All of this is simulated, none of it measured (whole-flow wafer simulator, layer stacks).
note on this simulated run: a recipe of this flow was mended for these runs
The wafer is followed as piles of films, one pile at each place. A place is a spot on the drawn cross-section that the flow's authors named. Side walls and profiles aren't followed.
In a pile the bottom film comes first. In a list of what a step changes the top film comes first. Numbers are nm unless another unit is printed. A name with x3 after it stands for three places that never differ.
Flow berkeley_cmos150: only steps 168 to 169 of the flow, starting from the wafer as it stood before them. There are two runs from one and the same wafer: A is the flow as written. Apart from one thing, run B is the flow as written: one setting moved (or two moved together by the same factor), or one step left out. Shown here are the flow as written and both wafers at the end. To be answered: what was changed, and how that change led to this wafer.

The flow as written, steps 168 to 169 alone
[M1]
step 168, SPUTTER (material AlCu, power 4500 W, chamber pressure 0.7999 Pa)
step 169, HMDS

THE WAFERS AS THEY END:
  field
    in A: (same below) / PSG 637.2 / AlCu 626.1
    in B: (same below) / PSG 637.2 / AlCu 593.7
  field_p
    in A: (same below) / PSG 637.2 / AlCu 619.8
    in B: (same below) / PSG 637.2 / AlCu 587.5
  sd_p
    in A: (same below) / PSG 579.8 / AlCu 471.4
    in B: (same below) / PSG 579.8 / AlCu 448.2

Cause: step 168, SPUTTER: power 4260 W was run, whereas the flow has power 4500 W.

Step by step, how the change led to this:
  step 168, SPUTTER (material AlCu, power 4500 W, chamber pressure 0.7999 Pa)
      field, sd_n, gate_n, m1: A AlCu gains 626.1 (new film) | B AlCu gains 593.7 (new film)
      field_p: A AlCu gains 619.8 (new film) | B AlCu gains 587.5 (new film)
      (and at 3 other places as well)
